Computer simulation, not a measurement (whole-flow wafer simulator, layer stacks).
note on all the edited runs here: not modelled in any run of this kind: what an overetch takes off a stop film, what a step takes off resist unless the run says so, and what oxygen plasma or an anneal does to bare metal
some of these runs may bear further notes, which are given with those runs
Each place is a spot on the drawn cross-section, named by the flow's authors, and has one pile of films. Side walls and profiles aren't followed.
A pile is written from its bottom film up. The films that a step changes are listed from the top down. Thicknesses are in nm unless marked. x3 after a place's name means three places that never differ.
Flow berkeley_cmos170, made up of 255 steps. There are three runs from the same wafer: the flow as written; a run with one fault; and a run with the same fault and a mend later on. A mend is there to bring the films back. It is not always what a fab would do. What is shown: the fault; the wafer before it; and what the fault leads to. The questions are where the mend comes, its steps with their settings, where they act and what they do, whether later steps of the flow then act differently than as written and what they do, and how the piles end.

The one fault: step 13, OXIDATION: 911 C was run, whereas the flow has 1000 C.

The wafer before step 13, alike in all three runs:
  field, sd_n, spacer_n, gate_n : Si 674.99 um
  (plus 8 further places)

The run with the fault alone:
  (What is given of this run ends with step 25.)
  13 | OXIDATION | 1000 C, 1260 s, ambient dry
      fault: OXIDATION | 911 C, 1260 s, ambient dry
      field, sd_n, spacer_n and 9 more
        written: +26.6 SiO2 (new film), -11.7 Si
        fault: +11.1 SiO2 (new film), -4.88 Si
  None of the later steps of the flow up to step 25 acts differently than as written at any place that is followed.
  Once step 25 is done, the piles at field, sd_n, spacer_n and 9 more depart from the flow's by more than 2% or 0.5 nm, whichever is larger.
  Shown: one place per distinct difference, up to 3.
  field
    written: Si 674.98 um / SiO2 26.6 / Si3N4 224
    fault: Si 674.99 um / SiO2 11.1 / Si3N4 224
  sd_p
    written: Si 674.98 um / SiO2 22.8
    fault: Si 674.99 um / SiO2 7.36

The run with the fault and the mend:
  The mend follows step 14.
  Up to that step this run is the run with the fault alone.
  14a | OXIDATION | 1000 C, 893 s, ambient dry (a further turn of the flow's step 13, with different settings)
      field, sd_n, spacer_n and 9 more
        +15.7 SiO2, -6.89 Si
  None of the later steps of the flow differs from how it acts as written, at any place that is followed, by more than 2% or 0.5 nm, whichever is larger.
  The piles end only slightly different from the flow's at the places that both follow, by no more than 2% or 0.5 nm, whichever is larger.
